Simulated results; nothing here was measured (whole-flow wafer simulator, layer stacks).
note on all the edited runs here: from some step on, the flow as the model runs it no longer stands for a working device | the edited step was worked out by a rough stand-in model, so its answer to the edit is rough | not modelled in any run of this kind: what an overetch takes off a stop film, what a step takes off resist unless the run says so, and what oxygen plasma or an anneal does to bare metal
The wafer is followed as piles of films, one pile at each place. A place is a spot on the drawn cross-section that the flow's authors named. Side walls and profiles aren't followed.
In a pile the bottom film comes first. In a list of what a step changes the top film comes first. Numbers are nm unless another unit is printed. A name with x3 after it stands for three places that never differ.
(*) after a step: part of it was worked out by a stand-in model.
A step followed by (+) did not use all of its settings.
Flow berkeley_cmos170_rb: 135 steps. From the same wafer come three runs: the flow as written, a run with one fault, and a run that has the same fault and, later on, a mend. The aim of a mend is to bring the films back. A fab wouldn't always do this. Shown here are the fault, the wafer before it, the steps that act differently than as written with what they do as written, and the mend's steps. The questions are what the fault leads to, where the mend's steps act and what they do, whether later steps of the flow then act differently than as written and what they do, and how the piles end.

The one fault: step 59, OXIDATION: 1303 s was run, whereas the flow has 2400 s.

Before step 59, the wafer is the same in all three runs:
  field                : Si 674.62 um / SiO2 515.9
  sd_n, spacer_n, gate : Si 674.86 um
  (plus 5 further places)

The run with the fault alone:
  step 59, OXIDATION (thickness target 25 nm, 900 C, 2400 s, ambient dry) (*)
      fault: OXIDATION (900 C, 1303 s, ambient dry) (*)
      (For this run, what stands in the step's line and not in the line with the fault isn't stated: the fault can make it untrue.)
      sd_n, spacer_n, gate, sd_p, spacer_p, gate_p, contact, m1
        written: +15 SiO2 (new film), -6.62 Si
        fault: +10.2 SiO2 (new film), -4.5 Si
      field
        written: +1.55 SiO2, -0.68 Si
        fault: +0.84 SiO2, -0.37 Si
  Steps later in the flow that act otherwise than as written (not shown: 30 more steps that differ only slightly, by at most 2% or 0.5 nm, whichever is larger):
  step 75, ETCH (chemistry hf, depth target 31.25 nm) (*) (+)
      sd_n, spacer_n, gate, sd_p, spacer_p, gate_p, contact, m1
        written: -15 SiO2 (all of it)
        fault: -10.2 SiO2 (all of it)
  When the end is reached, the piles differ only a little from the flow's at the places that both follow, at most by 2% or 0.5 nm, whichever is larger.

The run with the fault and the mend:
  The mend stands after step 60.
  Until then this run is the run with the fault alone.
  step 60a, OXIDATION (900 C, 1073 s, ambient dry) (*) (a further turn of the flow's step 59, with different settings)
      sd_n, spacer_n, gate, sd_p, spacer_p, gate_p, contact, m1
        +4.9 SiO2, -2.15 Si
      field
        +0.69 SiO2, -0.3 Si
  None of the later steps of the flow differs from how it acts as written, at any place that is followed, by more than 2% or 0.5 nm, whichever is larger.
  When the end is reached, the piles differ only a little from the flow's at the places that both follow, at most by 2% or 0.5 nm, whichever is larger.
